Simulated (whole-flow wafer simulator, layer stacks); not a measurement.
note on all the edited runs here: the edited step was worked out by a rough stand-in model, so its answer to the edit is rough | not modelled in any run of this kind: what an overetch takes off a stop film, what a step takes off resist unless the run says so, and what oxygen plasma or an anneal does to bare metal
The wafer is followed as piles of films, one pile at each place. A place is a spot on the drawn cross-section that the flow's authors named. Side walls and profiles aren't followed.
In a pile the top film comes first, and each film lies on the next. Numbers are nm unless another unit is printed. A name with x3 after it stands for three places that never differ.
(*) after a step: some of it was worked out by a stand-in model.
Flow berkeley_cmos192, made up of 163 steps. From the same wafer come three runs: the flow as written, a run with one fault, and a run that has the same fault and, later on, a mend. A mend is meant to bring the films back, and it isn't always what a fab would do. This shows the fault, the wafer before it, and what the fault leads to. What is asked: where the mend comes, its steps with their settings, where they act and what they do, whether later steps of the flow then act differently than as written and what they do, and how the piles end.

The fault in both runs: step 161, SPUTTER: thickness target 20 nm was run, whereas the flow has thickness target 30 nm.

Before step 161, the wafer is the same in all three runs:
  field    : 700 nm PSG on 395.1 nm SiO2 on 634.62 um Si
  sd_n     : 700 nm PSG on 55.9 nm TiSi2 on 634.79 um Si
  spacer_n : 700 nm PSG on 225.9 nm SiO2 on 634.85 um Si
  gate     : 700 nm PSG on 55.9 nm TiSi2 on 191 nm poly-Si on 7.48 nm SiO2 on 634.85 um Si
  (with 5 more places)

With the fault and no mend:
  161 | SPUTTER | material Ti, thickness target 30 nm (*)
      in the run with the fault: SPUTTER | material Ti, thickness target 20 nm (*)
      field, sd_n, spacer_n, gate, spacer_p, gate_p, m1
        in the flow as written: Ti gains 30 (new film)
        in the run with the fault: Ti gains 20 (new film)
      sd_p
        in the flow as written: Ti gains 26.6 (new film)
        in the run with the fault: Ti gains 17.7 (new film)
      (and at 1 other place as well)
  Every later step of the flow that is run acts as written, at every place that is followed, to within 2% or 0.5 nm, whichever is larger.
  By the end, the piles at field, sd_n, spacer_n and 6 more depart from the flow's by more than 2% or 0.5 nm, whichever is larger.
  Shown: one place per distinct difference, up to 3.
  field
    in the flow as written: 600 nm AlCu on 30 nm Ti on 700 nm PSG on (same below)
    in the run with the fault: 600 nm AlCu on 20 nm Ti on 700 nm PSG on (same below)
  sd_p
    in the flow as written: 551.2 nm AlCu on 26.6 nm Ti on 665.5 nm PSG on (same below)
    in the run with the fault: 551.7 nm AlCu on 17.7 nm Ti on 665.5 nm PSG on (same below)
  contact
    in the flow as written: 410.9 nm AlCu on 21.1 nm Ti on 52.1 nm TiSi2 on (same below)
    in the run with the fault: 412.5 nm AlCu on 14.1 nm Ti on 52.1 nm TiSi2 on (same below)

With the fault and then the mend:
  The mend stands after step 161.
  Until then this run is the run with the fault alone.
  161a | ETCH | chemistry piranha, etches Ti, 120 C, 35 s (a further turn of the flow's step 148, with different settings)
      field, sd_n, spacer_n, gate, spacer_p, gate_p, m1
        Ti loses 20 (all of it)
      sd_p
        Ti loses 17.7 (all of it)
      contact
        Ti loses 14.1 (all of it), TiSi2 loses 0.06
  161b | SPUTTER | material Ti, thickness target 30 nm (*) (a further turn of the flow's step 161)
      field, sd_n, spacer_n, gate, spacer_p, gate_p, m1
        Ti gains 30 (new film)
      sd_p
        Ti gains 26.6 (new film)
      contact
        Ti gains 21.1 (new film)
  Every later step of the flow that is run acts as written at every place that is followed.
  When the end is reached, the piles differ only a little from the flow's at the places that both follow, at most by 2% or 0.5 nm, whichever is larger.
